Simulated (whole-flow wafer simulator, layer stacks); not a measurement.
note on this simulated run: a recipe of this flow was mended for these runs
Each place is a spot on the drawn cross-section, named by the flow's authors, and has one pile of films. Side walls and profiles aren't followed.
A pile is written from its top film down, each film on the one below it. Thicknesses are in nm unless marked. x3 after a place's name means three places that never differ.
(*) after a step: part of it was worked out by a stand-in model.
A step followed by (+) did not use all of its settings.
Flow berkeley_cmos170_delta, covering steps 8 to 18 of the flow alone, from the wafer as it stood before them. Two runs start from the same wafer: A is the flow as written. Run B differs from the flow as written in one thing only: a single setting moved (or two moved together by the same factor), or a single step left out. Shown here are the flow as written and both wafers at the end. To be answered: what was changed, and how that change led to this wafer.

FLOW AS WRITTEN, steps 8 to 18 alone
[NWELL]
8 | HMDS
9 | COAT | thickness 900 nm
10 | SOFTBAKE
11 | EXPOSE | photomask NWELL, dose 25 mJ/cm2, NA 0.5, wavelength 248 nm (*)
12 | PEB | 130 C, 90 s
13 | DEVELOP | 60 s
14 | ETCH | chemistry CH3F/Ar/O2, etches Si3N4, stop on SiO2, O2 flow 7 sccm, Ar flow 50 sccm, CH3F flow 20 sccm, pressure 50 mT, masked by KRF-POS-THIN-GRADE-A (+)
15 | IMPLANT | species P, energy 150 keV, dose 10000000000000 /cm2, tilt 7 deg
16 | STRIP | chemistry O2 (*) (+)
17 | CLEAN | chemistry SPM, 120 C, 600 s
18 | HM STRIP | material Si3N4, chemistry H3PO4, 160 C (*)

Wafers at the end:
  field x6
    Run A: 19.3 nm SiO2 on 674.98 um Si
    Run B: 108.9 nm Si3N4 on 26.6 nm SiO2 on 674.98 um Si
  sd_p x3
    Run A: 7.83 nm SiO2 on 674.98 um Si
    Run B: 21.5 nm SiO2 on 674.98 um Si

The reason: step 18, HM STRIP: 128 C was run, though the flow has 160 C.

How this came from the change, step by step:
  18 | HM STRIP | material Si3N4, chemistry H3PO4, 160 C (*)
      field x6: A -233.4 Si3N4 (all of it), -7.29 SiO2 | B -124.5 Si3N4
      sd_p x3: A -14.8 SiO2 | B -1.15 SiO2
